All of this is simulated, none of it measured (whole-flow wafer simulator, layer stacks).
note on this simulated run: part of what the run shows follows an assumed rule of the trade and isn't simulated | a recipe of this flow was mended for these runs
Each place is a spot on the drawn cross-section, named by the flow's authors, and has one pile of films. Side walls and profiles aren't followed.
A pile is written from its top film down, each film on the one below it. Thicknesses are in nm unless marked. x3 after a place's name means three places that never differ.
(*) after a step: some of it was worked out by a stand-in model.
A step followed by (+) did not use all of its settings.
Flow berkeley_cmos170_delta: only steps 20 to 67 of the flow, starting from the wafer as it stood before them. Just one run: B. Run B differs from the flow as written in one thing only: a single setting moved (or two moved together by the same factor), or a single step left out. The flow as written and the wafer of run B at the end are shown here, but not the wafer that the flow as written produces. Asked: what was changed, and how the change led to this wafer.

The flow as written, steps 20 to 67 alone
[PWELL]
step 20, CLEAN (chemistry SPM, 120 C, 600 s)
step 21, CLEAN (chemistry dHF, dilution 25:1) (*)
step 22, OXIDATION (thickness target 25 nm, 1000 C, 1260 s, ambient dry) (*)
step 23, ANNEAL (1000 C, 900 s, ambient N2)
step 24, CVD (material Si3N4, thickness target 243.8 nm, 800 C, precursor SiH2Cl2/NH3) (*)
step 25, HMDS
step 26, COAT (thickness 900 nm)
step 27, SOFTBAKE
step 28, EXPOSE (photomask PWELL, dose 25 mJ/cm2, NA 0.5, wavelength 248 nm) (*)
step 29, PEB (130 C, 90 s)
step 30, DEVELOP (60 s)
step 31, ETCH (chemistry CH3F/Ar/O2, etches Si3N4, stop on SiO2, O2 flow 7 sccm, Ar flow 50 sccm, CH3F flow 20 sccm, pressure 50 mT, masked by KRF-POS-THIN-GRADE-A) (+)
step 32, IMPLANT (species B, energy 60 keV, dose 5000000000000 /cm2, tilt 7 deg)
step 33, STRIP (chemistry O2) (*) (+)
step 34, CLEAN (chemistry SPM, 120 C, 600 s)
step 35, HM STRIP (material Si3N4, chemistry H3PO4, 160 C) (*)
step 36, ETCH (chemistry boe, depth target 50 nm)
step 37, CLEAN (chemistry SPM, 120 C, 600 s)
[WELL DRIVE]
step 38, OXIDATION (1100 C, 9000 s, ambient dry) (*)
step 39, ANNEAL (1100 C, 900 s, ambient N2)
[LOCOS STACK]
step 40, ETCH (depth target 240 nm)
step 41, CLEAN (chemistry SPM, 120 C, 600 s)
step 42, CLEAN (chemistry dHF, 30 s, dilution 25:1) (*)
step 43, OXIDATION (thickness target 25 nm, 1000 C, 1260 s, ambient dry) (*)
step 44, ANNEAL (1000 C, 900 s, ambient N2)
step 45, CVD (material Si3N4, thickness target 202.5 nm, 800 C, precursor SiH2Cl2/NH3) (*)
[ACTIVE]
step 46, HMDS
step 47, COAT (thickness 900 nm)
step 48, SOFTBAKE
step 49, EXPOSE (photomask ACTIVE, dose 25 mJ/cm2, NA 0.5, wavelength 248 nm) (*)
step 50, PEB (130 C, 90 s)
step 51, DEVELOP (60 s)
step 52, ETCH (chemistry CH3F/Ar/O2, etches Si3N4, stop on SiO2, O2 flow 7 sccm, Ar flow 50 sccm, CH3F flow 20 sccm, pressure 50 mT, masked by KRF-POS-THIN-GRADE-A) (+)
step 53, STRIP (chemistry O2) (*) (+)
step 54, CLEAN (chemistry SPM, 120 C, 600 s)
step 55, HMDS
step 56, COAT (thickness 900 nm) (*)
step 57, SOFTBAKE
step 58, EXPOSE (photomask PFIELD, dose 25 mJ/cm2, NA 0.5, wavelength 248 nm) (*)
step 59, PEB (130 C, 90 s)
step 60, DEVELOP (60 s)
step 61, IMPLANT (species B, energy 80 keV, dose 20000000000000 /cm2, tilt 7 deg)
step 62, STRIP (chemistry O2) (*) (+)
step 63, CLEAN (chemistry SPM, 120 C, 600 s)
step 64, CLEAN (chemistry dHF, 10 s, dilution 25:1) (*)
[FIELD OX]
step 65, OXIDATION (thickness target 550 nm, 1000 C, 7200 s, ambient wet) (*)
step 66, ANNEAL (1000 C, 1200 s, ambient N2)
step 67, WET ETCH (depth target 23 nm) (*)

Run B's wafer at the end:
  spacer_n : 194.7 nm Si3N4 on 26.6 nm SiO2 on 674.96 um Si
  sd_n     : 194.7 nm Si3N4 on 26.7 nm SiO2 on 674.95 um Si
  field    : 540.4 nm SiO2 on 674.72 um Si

The reason: step 38, OXIDATION: 1100 C, 9000 s, ambient dry (*), was not run.

Step by step, how the change led to this:
  step 40, ETCH (depth target 240 nm)
      field, sd_n, spacer_n and 6 more: chemical SiO2 loses 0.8 (all of it) (as written it would have been: SiO2 loses 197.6 (all of it))
